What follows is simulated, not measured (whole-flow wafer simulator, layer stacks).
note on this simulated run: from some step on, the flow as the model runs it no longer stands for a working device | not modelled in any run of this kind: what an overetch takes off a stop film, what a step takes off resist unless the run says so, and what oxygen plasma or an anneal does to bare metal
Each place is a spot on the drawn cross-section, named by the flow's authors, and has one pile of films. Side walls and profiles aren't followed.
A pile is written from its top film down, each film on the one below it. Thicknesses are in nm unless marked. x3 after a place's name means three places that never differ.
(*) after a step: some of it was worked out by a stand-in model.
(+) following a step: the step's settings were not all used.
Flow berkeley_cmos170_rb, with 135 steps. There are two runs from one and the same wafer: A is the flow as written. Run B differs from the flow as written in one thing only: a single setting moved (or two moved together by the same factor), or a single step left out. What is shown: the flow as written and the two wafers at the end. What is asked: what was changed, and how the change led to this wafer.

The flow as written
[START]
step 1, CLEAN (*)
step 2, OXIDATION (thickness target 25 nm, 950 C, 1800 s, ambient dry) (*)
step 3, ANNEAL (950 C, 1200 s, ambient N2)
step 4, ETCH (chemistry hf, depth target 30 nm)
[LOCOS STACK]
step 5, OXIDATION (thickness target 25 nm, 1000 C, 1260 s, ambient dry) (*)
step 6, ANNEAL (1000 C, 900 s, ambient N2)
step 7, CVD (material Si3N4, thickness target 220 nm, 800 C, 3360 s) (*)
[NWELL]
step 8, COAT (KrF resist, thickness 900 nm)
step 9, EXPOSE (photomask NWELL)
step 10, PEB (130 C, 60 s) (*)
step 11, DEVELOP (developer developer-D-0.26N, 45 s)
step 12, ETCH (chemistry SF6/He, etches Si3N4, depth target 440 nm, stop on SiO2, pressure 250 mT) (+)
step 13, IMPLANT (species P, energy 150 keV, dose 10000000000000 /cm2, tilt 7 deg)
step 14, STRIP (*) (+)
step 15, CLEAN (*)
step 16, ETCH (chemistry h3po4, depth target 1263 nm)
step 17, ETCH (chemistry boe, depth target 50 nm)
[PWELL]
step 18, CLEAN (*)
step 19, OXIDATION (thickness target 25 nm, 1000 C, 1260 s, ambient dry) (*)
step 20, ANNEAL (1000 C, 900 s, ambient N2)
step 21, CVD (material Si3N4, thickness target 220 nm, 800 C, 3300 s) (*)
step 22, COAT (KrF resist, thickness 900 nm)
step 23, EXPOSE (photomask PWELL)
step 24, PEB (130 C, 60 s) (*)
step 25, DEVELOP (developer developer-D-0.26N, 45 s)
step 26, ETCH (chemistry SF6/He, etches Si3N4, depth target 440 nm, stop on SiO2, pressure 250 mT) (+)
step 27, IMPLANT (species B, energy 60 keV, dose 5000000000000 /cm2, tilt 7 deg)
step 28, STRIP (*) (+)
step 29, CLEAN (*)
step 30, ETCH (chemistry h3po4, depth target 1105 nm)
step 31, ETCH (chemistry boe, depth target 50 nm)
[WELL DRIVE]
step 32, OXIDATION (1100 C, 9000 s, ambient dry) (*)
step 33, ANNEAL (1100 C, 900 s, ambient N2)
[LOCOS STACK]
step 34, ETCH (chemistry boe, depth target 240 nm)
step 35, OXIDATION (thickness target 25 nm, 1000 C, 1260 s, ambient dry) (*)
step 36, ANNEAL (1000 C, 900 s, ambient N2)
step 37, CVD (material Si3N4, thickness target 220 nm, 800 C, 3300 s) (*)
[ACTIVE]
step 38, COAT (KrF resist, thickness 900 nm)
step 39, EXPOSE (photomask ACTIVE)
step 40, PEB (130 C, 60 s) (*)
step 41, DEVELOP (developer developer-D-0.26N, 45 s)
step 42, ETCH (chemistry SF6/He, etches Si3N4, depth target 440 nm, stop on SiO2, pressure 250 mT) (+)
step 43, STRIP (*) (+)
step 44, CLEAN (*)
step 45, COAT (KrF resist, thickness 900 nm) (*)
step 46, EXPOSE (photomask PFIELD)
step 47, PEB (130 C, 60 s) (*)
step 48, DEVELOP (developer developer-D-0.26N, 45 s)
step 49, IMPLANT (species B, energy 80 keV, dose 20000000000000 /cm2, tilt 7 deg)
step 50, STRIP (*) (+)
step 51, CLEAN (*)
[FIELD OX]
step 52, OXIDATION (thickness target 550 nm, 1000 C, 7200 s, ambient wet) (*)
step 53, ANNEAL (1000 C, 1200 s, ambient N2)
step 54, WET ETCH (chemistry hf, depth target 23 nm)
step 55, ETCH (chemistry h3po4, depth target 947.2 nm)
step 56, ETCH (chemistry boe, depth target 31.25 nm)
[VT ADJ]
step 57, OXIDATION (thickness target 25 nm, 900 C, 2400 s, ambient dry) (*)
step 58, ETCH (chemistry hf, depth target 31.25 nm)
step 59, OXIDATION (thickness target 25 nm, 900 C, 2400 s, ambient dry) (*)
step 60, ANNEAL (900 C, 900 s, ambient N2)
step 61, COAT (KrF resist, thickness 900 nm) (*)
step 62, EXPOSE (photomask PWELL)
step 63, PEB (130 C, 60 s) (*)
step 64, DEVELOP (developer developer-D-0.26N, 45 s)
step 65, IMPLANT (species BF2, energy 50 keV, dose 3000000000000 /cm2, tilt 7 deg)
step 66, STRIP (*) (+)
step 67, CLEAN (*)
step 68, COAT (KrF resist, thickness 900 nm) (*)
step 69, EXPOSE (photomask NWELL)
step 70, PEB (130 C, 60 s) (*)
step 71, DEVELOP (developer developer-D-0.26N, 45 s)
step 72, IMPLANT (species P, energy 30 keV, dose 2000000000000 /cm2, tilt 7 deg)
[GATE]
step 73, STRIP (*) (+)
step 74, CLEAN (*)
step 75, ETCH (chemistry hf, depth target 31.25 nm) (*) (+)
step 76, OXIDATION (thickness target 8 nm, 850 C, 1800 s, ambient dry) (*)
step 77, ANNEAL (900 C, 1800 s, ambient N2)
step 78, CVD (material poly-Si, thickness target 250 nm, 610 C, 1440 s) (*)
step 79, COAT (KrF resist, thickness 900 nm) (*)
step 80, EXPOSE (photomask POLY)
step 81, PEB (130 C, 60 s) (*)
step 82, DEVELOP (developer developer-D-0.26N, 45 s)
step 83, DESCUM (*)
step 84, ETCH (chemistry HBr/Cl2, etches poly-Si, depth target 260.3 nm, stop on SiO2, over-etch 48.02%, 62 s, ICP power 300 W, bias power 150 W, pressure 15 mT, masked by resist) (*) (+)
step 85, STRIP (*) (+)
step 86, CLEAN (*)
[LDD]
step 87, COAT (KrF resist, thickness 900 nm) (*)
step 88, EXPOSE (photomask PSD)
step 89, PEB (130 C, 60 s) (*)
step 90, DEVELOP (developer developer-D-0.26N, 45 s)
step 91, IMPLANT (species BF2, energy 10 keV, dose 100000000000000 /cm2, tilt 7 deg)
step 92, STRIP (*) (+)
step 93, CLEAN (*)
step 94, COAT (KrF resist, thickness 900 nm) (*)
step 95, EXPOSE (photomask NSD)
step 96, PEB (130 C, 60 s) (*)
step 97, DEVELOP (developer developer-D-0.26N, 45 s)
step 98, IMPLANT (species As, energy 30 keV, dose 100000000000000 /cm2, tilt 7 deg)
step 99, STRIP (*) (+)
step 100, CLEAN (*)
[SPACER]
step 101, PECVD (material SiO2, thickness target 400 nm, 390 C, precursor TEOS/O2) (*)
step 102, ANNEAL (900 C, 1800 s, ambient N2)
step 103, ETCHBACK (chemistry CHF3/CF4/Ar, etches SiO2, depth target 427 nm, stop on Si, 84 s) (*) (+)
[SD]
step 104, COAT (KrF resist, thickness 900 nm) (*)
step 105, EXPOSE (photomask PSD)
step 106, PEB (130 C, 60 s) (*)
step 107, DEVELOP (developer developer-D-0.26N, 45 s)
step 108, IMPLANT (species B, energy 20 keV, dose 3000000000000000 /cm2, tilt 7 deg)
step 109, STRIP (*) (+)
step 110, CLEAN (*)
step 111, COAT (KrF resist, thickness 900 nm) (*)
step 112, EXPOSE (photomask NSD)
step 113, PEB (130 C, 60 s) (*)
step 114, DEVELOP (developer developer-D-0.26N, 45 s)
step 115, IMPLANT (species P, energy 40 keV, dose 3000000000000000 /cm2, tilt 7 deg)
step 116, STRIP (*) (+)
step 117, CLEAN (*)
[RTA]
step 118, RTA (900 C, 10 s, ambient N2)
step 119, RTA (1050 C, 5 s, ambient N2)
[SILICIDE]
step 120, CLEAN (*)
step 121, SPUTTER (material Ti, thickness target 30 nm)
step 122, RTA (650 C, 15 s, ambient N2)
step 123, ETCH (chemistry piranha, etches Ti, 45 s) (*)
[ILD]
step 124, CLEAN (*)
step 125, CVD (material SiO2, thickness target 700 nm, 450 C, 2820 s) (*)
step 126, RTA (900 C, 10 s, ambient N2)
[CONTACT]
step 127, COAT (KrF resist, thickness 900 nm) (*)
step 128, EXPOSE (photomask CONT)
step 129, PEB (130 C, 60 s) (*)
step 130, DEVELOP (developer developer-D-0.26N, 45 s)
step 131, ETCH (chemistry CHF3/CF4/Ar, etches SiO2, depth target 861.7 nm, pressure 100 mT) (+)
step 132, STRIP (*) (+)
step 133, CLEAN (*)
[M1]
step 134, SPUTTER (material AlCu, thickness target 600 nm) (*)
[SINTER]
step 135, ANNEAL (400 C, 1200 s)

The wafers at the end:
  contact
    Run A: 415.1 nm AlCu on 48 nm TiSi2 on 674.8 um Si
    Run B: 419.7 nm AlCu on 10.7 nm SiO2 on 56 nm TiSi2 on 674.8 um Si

The reason: step 131, ETCH: depth target 689.3 nm was run, whereas the flow has depth target 861.7 nm.

How this came from the change, step by step:
  step 131, ETCH (chemistry CHF3/CF4/Ar, etches SiO2, depth target 861.7 nm, pressure 100 mT) (+)
      contact: A SiO2 loses 700 (all of it), TiSi2 loses 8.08 | B SiO2 loses 689.3
      field, sd_n, spacer_n, gate, sd_p, spacer_p, gate_p, m1: A KrF resist loses 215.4 | B KrF resist loses 172.3
  step 132, STRIP (*) (+)
      field: A KrF resist loses 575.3 (all of it) | B KrF resist loses 618.4 (all of it)
      sd_n: A KrF resist loses 780.4 (all of it) | B KrF resist loses 823.5 (all of it)
      (as well as at 6 more places)
